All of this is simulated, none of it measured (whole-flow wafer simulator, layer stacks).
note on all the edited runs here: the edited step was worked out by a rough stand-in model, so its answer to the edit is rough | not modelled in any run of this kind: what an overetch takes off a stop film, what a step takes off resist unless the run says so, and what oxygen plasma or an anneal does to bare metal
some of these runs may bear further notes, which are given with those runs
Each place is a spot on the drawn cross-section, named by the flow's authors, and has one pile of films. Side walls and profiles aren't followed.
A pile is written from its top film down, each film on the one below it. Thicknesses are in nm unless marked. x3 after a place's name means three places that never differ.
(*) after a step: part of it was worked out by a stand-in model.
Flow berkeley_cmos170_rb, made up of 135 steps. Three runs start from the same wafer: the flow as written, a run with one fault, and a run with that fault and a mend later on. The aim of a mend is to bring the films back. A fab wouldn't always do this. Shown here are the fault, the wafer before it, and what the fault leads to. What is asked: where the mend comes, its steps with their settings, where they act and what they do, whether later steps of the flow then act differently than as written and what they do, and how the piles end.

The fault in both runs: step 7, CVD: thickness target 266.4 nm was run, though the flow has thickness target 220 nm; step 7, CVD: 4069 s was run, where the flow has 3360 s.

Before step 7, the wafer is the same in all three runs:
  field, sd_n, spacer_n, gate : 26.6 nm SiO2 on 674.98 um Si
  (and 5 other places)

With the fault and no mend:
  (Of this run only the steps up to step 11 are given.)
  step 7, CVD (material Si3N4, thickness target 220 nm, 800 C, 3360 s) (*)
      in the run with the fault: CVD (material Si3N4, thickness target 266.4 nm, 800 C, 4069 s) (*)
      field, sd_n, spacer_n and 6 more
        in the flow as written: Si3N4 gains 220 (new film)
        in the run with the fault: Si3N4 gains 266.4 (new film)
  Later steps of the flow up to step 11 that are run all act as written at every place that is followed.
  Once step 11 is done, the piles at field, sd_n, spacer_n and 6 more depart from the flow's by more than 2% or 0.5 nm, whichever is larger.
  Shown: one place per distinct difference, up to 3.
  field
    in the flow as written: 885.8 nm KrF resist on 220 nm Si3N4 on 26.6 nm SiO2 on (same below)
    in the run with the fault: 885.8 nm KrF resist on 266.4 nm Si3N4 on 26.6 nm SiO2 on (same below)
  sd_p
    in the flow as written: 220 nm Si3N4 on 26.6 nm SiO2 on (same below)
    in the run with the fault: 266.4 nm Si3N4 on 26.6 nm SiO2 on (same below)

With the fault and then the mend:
  The mend stands after step 7.
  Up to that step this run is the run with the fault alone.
  step 7a, ETCH (chemistry h3po4, depth target 306.9 nm)
      field, sd_n, spacer_n and 6 more
        Si3N4 loses 266.4 (all of it)
  step 7b, CLEAN (*) (the flow's step 1, run once more)
      alters no film at any place that is followed
  step 7c, CVD (material Si3N4, thickness target 220 nm, 800 C, 3360 s) (*) (the flow's step 7, run once more)
      field, sd_n, spacer_n and 6 more
        Si3N4 gains 220 (new film)
  Later steps of the flow that are run all act as written at every place that is followed.
  The piles end the same as the flow's at every place that both follow.
